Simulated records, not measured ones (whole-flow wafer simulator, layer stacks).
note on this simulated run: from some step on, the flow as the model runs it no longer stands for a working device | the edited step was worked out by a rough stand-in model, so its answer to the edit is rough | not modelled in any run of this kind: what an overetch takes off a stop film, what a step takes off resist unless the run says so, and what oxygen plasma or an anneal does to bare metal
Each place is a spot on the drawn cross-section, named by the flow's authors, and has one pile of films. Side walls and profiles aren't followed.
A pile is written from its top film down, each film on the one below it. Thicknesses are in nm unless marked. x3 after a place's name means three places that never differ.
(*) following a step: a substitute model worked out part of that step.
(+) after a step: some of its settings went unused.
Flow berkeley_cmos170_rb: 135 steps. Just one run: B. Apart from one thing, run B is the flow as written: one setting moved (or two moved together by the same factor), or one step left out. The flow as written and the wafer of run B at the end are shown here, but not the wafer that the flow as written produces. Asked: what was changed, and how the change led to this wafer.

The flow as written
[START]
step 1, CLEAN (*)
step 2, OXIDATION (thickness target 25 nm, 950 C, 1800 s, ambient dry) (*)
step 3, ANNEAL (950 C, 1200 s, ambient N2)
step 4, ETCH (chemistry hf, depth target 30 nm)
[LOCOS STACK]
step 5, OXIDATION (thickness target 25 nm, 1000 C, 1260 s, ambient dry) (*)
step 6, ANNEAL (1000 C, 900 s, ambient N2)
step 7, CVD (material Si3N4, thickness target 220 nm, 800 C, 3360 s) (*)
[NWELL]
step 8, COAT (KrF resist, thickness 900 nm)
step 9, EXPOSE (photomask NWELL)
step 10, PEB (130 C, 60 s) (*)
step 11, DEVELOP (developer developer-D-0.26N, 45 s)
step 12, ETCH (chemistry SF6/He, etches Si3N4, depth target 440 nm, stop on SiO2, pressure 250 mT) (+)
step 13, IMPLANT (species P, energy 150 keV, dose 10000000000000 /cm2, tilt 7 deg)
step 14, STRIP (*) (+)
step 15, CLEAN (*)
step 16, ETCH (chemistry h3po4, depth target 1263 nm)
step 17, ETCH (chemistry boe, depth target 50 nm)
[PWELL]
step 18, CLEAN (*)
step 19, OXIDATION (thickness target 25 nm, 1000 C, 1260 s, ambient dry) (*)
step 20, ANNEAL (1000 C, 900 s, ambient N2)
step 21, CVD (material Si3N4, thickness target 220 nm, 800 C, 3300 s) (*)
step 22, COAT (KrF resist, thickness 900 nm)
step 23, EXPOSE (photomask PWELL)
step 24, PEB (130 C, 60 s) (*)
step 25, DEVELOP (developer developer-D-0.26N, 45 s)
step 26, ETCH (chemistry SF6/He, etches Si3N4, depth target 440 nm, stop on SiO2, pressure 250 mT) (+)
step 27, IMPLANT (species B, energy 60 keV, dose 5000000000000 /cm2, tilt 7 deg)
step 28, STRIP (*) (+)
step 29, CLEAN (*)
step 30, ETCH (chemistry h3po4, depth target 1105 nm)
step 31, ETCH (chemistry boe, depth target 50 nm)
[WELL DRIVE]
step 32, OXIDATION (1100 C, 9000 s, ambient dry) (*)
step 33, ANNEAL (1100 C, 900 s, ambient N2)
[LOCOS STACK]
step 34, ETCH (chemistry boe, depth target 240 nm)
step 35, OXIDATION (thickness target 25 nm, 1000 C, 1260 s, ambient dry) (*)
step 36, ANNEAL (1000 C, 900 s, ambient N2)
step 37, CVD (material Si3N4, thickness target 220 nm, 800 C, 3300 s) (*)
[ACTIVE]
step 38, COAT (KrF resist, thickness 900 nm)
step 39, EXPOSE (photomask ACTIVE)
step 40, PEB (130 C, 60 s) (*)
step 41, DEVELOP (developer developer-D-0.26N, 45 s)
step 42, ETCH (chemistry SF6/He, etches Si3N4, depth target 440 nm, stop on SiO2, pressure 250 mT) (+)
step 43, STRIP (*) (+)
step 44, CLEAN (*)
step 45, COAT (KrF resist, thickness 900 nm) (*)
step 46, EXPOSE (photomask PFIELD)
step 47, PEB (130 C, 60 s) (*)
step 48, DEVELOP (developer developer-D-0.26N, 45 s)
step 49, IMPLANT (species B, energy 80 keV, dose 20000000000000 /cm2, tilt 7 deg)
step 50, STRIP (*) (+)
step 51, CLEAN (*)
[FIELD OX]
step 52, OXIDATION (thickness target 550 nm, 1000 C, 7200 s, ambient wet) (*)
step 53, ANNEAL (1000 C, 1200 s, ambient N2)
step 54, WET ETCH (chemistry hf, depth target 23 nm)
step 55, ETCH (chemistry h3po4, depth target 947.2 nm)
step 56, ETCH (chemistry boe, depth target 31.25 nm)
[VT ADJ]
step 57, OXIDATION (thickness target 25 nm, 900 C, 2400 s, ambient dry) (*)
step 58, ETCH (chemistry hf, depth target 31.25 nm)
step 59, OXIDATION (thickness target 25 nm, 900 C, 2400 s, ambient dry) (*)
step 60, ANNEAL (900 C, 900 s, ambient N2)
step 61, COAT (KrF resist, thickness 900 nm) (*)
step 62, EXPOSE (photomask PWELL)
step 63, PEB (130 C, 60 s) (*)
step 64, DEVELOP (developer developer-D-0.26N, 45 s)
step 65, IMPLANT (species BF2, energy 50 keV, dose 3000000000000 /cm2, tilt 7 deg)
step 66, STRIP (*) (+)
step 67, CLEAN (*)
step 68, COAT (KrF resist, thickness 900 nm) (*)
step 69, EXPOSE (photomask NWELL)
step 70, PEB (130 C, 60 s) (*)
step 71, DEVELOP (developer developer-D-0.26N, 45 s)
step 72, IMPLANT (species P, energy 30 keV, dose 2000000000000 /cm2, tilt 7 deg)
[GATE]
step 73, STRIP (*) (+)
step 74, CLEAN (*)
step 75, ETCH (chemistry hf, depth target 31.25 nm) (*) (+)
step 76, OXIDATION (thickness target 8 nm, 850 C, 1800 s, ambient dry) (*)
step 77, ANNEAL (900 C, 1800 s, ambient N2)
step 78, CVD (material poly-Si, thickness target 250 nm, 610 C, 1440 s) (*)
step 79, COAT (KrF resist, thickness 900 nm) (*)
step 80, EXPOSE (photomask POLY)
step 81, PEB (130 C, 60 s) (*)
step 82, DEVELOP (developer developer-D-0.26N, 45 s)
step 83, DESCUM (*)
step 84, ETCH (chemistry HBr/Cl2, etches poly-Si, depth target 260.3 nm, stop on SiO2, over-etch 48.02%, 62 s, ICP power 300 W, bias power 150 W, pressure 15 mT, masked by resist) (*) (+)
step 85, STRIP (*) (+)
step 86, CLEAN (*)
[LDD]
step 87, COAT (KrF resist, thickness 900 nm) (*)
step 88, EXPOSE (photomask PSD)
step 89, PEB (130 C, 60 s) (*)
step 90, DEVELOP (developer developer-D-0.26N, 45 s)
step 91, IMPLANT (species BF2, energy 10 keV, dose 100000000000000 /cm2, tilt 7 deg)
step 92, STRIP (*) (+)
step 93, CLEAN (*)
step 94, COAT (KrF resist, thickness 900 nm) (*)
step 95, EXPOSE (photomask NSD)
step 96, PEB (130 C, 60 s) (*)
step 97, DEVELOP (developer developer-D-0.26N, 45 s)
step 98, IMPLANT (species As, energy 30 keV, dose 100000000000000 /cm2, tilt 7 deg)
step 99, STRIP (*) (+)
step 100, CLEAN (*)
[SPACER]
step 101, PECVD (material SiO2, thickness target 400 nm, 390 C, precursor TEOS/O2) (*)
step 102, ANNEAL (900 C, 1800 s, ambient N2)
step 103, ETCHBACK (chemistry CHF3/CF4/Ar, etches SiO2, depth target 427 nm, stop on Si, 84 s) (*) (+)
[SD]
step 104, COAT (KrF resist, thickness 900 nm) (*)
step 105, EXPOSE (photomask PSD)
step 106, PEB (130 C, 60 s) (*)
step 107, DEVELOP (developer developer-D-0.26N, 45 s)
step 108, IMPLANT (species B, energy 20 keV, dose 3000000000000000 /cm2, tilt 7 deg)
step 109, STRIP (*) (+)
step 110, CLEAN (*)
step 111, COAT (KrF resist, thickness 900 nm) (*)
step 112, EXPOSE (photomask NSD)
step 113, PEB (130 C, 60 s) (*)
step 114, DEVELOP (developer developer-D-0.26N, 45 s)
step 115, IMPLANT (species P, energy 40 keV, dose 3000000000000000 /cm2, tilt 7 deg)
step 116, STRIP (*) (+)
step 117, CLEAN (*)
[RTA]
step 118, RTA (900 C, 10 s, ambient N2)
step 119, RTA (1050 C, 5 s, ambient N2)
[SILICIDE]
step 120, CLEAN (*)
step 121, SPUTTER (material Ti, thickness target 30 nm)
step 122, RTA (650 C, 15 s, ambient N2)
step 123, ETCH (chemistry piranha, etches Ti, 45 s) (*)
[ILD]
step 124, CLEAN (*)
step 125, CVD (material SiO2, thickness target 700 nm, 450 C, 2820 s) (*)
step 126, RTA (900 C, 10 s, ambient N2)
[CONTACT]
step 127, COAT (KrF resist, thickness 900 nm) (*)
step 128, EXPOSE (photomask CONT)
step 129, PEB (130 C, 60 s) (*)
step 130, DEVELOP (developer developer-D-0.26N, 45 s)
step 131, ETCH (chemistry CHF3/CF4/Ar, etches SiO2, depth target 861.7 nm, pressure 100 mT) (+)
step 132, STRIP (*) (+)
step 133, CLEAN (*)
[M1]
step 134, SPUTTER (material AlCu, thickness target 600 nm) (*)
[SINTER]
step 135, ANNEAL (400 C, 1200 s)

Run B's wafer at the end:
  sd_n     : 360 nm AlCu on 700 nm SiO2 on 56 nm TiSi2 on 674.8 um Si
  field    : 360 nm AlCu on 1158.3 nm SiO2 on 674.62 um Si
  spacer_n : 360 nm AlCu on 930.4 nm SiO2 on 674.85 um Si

What caused this: step 134, SPUTTER: thickness target 360 nm was run, though the flow has thickness target 600 nm.
The wafer lets one read it off: sd_n has AlCu 360, and step 134 as written asks for 600 nm.

Step by step, how the change led to this:
  step 134, SPUTTER (material AlCu, thickness target 600 nm) (*)
      field, sd_n, spacer_n, gate, spacer_p, gate_p, m1: AlCu gains 360 (new film) (it would be, as written: AlCu gains 600 (new film))
      sd_p: AlCu gains 321.7 (new film) (it would be, as written: AlCu gains 545.9 (new film))
      (also at 1 further place)
